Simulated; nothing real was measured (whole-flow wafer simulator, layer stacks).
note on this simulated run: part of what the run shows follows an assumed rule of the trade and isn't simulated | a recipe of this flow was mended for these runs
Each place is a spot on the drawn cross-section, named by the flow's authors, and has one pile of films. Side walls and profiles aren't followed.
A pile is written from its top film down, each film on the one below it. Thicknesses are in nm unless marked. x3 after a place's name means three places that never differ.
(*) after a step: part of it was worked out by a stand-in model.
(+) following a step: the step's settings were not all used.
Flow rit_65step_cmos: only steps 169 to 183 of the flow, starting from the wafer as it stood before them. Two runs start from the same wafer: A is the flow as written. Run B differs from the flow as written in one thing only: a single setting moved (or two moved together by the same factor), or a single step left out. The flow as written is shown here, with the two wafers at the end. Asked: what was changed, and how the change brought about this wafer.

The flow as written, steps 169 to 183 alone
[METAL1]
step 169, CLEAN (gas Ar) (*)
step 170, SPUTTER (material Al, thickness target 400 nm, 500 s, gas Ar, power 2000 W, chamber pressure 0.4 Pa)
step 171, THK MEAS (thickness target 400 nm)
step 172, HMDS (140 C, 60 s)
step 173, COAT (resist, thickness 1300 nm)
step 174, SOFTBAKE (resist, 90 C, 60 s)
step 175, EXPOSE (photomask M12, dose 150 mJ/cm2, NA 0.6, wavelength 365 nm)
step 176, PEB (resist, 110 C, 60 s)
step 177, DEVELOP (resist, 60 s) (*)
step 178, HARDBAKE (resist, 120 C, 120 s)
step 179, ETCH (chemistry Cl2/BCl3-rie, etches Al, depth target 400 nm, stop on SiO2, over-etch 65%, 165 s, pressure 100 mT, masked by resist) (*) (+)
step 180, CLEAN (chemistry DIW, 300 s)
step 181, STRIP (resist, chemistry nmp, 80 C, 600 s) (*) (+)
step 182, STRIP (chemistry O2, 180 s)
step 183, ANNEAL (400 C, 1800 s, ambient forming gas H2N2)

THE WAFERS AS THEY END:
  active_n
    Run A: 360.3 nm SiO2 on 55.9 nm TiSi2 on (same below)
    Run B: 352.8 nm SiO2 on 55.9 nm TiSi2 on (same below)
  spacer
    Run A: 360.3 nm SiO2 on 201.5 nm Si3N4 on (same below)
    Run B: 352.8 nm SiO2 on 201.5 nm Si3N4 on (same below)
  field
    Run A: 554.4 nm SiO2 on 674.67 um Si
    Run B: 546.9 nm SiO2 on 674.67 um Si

The reason: step 170, SPUTTER: 425 s was run, though the flow has 500 s.

How this came from the change, step by step:
  step 170, SPUTTER (material Al, thickness target 400 nm, 500 s, gas Ar, power 2000 W, chamber pressure 0.4 Pa)
      field, field_pw, field_nw and 10 more: A Al gains 400 (new film) | B Al gains 340 (new film)
      contact: A Al gains 255.4 (new film) | B Al gains 219.9 (new film)
  step 179, ETCH (chemistry Cl2/BCl3-rie, etches Al, depth target 400 nm, stop on SiO2, over-etch 65%, 165 s, pressure 100 mT, masked by resist) (*) (+)
      field, field_pw, field_nw and 9 more: A Al loses 386.7 (all of it), SiO2 loses 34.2 | B Al loses 326.7 (all of it), SiO2 loses 41.7
